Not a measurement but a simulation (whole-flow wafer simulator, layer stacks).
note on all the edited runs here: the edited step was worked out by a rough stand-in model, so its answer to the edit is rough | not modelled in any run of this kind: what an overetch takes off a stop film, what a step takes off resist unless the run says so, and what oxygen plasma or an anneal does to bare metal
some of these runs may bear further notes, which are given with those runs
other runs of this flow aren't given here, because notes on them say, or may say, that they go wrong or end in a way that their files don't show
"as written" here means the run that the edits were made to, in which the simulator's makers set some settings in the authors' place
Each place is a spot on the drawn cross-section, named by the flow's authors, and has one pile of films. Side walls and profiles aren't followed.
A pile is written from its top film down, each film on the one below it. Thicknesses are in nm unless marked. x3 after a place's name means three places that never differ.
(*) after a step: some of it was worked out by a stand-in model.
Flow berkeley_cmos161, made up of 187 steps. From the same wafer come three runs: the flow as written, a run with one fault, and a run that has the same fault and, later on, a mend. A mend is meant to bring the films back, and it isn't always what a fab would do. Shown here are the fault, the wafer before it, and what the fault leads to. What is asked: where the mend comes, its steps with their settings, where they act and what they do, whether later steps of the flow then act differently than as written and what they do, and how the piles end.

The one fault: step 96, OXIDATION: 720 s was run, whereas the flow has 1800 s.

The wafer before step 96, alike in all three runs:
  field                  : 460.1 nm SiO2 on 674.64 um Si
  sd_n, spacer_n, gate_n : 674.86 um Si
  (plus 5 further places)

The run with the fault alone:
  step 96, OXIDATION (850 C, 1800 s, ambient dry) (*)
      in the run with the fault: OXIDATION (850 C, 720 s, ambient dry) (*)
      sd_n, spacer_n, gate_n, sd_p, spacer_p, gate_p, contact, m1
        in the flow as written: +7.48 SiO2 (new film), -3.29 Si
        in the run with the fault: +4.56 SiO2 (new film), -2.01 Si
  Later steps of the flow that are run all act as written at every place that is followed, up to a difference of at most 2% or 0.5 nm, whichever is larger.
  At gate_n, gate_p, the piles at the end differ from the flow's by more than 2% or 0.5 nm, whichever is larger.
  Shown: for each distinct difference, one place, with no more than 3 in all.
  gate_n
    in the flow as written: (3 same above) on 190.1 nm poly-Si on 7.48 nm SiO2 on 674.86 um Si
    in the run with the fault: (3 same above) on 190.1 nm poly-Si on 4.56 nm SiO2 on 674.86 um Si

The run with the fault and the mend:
  The mend stands after step 96.
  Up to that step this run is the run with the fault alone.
  step 96a, OXIDATION (850 C, 1080 s, ambient dry) (*) (the flow's step 96, run once more with other settings)
      sd_n, spacer_n, gate_n, sd_p, spacer_p, gate_p, contact, m1
        +2.92 SiO2, -1.28 Si
      field
        +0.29 SiO2, -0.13 Si
  Later steps of the flow that are run all act as written at every place that is followed.
  At every place that both follow, the piles at the end match the flow's.
